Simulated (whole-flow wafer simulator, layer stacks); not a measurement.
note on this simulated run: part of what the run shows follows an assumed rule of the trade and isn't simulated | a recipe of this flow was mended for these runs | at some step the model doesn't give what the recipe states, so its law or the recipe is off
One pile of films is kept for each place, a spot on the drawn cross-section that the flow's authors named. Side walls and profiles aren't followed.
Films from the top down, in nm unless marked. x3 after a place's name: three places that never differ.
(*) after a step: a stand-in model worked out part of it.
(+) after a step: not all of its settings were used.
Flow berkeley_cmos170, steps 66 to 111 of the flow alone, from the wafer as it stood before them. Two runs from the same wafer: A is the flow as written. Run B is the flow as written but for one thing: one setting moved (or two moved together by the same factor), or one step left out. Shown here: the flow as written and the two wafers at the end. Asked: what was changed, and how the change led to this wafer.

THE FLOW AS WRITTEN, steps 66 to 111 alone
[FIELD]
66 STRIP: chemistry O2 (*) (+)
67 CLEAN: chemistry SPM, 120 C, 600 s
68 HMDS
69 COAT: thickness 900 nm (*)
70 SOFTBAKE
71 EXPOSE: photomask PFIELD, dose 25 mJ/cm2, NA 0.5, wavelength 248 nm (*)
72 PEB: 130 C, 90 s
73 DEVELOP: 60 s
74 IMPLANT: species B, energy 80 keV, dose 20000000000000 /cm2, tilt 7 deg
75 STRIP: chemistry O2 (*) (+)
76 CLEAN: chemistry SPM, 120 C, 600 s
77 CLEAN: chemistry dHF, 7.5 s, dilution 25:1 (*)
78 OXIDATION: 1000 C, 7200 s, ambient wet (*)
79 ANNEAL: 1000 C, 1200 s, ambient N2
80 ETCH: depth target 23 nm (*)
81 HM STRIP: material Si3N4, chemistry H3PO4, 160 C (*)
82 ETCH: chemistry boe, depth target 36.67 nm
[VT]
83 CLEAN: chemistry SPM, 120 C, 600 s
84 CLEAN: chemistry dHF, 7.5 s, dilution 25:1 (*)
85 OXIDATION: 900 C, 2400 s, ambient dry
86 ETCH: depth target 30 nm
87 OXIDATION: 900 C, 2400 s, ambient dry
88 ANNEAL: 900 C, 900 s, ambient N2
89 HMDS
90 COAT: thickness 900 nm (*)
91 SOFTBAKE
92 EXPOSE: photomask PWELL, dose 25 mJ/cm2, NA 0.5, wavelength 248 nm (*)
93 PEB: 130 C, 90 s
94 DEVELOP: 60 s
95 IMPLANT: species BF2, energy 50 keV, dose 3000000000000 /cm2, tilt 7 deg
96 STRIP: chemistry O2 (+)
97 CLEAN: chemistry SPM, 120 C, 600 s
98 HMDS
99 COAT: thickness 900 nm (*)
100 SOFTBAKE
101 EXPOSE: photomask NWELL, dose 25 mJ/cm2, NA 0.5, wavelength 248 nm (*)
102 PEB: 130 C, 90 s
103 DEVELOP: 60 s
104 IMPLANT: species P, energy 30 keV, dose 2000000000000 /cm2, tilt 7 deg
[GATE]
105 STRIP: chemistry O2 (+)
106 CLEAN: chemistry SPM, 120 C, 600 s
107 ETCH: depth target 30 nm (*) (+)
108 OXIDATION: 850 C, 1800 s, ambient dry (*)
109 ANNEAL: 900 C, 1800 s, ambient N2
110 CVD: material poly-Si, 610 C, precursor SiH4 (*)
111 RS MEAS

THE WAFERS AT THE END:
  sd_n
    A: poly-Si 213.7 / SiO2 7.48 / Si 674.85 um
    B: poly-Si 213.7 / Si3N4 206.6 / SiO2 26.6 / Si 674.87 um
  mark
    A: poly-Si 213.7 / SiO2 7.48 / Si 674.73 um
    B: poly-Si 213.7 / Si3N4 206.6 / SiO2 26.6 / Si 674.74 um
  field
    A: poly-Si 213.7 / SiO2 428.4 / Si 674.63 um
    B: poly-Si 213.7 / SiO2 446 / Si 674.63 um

The cause: step 81, HM STRIP: 64 C was run, where the flow has 160 C.

How the change led to this, step by step:
  81 HM STRIP: material Si3N4, chemistry H3PO4, 160 C (*)
      mark, sd_n, spacer_n and 9 more: A Si3N4 -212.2 (all of it), SiO2 -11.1 | B Si3N4 -1.98
      field: A SiO2 -17.7 | B nothing
  82 ETCH: chemistry boe, depth target 36.67 nm
      mark, sd_n, spacer_n and 9 more: A SiO2 -15.5 (all of it) | B Si3N4 -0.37
  83 CLEAN: chemistry SPM, 120 C, 600 s
      mark, sd_n, spacer_n and 9 more: A chemical SiO2 +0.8 (new film), Si -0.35 | B nothing
  84 CLEAN: chemistry dHF, 7.5 s, dilution 25:1 (*)
      mark, sd_n, spacer_n and 9 more: A chemical SiO2 -0.8 (all of it) | B Si3N4 -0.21
  85 OXIDATION: 900 C, 2400 s, ambient dry
      mark, sd_n, spacer_n and 9 more: A SiO2 +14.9 (new film), Si -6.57 | B nothing
  86 ETCH: depth target 30 nm
      mark, sd_n, spacer_n and 9 more: A SiO2 -14.9 (all of it) | B Si3N4 -1.5
  87 OXIDATION: 900 C, 2400 s, ambient dry
      mark, sd_n, spacer_n and 9 more: A SiO2 +14.9 (new film), Si -6.57 | B nothing
  90 COAT: thickness 900 nm (*)
      field: A KrF-resist +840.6 (new film) | B KrF-resist +899.7 (new film)
      sd_n: A KrF-resist +1004.6 (new film) | B KrF-resist +900.4 (new film)
      (and at 10 more places)
  94 DEVELOP: 60 s
      field: A KrF-resist -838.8 (all of it) | B KrF-resist -897.7 (all of it)
      sd_n: A KrF-resist -1002.3 (all of it) | B KrF-resist -898.4 (all of it)
      (and at 7 more places)
  96 STRIP: chemistry O2 (+)
      sd_p: A KrF-resist -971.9 (all of it) | B KrF-resist -883.4 (all of it)
      spacer_p: A KrF-resist -953.7 (all of it) | B KrF-resist -883.4 (all of it)
      (and at 1 more place)
  99 COAT: thickness 900 nm (*)
      field: A KrF-resist +840.6 (new film) | B KrF-resist +899.7 (new film)
      sd_n: A KrF-resist +1004.6 (new film) | B KrF-resist +900.4 (new film)
      (and at 10 more places)
  103 DEVELOP: 60 s
      sd_p: A KrF-resist -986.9 (all of it) | B KrF-resist -898.4 (all of it)
      spacer_p: A KrF-resist -968.6 (all of it) | B KrF-resist -898.3 (all of it)
      (and at 1 more place)
  105 STRIP: chemistry O2 (+)
      field: A KrF-resist -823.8 (all of it) | B KrF-resist -882.8 (all of it)
      sd_n: A KrF-resist -987.4 (all of it) | B KrF-resist -883.5 (all of it)
      (and at 7 more places)
  107 ETCH: depth target 30 nm (*) (+)
      mark, sd_n, spacer_n and 9 more: A SiO2 -14.9 (all of it) | B Si3N4 -1.5
  108 OXIDATION: 850 C, 1800 s, ambient dry (*)
      mark, sd_n, spacer_n and 9 more: A SiO2 +7.48 (new film), Si -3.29 | B nothing
